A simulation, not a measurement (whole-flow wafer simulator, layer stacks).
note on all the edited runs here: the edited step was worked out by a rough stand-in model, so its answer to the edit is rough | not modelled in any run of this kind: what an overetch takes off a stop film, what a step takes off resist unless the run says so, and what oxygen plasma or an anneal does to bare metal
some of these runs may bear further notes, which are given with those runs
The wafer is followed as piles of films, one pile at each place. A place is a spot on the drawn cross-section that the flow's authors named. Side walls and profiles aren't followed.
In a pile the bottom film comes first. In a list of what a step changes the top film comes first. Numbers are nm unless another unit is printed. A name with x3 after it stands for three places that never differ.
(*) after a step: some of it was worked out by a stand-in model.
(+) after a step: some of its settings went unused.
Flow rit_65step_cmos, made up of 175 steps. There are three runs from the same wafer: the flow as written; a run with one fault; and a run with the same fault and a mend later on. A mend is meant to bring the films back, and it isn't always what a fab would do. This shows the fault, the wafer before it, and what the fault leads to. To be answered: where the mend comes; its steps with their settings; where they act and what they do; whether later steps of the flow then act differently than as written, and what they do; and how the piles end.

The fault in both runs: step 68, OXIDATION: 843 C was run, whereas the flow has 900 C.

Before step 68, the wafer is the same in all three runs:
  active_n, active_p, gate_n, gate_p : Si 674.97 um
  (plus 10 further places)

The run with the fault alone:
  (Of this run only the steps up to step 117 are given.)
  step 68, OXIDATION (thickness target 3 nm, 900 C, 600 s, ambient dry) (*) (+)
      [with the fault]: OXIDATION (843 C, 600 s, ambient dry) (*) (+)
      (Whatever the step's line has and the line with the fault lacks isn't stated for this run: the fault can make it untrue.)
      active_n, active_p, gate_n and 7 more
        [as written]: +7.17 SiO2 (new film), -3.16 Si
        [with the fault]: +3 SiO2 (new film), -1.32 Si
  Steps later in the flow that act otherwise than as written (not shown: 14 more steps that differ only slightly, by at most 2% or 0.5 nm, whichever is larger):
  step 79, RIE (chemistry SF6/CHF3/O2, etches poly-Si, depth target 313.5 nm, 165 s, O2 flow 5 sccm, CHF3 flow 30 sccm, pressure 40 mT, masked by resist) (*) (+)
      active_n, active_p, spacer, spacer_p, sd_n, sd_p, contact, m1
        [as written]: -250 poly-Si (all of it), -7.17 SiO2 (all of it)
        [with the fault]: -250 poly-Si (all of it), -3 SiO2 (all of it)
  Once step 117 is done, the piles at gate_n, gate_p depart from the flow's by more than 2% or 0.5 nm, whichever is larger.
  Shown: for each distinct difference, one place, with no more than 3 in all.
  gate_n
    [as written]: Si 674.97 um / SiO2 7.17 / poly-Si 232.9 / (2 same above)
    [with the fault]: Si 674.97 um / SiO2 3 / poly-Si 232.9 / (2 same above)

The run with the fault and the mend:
  The mend stands after step 69.
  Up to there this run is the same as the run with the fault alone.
  step 69a, OXIDATION (900 C, 488.4 s, ambient dry) (*) (+) (the flow's step 68 again, with other settings)
      active_n, active_p, gate_n and 7 more
        +4 SiO2, -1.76 Si
  None of the later steps of the flow differs from how it acts as written, at any place that is followed, by more than 2% or 0.5 nm, whichever is larger.
  At the end the piles are close to the flow's at the places that both follow, differing by at most 2% or 0.5 nm, whichever is larger.
